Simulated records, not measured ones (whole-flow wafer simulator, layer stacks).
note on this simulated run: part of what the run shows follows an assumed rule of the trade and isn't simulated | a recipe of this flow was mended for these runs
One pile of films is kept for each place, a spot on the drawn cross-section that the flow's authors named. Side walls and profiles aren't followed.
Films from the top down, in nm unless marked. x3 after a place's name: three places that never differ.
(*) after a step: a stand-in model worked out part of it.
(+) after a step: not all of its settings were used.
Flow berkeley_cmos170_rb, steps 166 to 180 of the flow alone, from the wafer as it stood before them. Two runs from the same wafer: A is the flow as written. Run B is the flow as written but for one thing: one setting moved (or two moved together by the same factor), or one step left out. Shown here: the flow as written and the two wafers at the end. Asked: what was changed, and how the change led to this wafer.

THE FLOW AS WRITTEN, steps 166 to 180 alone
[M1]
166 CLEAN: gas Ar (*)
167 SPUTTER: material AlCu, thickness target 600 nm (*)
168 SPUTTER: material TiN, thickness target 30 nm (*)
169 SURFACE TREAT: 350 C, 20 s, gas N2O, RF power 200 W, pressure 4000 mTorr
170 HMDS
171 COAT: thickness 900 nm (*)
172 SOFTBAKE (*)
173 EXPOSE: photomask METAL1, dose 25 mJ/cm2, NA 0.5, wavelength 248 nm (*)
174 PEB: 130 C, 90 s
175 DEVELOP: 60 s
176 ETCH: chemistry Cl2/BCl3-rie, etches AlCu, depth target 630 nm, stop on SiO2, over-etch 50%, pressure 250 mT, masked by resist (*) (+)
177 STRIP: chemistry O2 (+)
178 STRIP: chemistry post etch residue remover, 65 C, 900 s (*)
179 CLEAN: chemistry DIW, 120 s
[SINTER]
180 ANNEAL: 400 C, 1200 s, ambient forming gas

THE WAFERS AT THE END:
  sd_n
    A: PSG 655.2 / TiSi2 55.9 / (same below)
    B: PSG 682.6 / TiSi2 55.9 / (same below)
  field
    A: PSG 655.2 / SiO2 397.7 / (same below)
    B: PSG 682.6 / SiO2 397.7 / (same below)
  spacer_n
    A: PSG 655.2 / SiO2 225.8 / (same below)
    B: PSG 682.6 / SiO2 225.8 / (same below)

The cause: step 168, SPUTTER: thickness target 23 nm was run, where the flow has thickness target 30 nm; step 176, ETCH: depth target 479 nm was run, where the flow has depth target 630 nm.

How the change led to this, step by step:
  168 SPUTTER: material TiN, thickness target 30 nm (*)
      field, sd_n, spacer_n, gate, spacer_p, gate_p, m1: A TiN +30 (new film) | B TiN +23 (new film)
      sd_p: A TiN +25.8 (new film) | B TiN +19.8 (new film)
      (and at 1 more place)
  176 ETCH: chemistry Cl2/BCl3-rie, etches AlCu, depth target 630 nm, stop on SiO2, over-etch 50%, pressure 250 mT, masked by resist (*) (+)
      field, sd_n, spacer_n, gate, spacer_p, gate_p: A TiN -30 (all of it), AlCu -600 (all of it), PSG -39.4 | B TiN -23 (all of it), AlCu -600 (all of it), PSG -11.9
      contact, m1: A KrF-resist -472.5 | B KrF-resist -414.3
      (and at 1 more place)
  177 STRIP: chemistry O2 (+)
      contact: A KrF-resist -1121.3 (all of it) | B KrF-resist -1175.2 (all of it)
      m1: A KrF-resist -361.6 (all of it) | B KrF-resist -419.2 (all of it)
